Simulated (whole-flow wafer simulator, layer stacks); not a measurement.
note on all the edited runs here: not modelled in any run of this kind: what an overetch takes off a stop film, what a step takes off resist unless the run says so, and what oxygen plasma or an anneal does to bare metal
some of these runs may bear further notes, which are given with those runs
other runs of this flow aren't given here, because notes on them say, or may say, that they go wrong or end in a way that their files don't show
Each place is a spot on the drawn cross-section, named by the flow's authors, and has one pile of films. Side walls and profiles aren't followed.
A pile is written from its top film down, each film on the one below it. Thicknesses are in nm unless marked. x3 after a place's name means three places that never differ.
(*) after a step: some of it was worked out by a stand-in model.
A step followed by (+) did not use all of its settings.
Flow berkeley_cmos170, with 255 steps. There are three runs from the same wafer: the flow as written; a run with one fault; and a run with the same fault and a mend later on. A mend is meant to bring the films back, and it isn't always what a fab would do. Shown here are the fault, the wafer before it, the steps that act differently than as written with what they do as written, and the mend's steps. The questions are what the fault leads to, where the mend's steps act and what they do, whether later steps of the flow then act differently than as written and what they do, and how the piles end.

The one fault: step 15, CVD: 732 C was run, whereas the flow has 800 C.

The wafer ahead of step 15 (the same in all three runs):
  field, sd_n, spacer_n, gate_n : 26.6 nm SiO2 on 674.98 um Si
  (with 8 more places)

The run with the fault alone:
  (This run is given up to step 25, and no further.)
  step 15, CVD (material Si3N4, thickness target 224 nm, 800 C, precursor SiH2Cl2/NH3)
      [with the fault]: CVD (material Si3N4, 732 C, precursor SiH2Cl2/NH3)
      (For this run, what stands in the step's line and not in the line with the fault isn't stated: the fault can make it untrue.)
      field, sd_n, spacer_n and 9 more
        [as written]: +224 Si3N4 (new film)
        [with the fault]: +84.3 Si3N4 (new film)
  Steps further on in the flow that do not act as written:
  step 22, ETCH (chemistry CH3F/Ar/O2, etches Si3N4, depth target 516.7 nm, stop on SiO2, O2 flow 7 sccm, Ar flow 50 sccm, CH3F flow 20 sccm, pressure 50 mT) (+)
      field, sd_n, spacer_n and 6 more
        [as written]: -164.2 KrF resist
        [with the fault]: -71.1 KrF resist
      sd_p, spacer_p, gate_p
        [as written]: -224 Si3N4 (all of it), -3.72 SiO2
        [with the fault]: -84.3 Si3N4 (all of it), -3.72 SiO2
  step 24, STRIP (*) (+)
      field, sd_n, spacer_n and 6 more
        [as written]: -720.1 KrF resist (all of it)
        [with the fault]: -813.3 KrF resist (all of it)
  The piles after step 25 differ from the flow's at field, sd_n, spacer_n and 6 more by more than 2% or 0.5 nm, whichever is larger.
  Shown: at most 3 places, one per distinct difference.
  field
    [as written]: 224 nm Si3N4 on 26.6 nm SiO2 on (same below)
    [with the fault]: 84.3 nm Si3N4 on 26.6 nm SiO2 on (same below)

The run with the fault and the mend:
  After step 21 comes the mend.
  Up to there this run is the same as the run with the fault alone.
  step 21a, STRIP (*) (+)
      field, sd_n, spacer_n and 6 more
        -884.4 KrF resist (all of it)
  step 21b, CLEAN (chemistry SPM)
      does not change any film at any place that is followed
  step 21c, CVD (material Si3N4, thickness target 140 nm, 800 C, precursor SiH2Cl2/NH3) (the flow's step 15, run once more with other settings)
      field, sd_n, spacer_n and 9 more
        +140 Si3N4
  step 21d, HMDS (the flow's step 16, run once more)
      does not change any film at any place that is followed
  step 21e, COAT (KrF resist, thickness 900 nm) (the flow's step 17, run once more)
      field, sd_n, spacer_n and 9 more
        +900 KrF resist (new film)
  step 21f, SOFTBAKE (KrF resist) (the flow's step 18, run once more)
      does not change any film at any place that is followed
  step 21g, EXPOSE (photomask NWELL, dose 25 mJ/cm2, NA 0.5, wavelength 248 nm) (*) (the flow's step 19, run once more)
      does not change any film at any place that is followed
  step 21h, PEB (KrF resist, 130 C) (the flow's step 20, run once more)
      field, sd_n, spacer_n and 9 more
        -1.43 KrF resist
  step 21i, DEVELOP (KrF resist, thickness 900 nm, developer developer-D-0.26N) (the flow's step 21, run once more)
      field, sd_n, spacer_n and 6 more
        -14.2 KrF resist
      sd_p, spacer_p, gate_p
        -898.6 KrF resist (all of it)
  None of the later steps of the flow differs from how it acts as written, at any place that is followed, by more than 2% or 0.5 nm, whichever is larger.
  At every place that both follow, the piles at the end match the flow's.
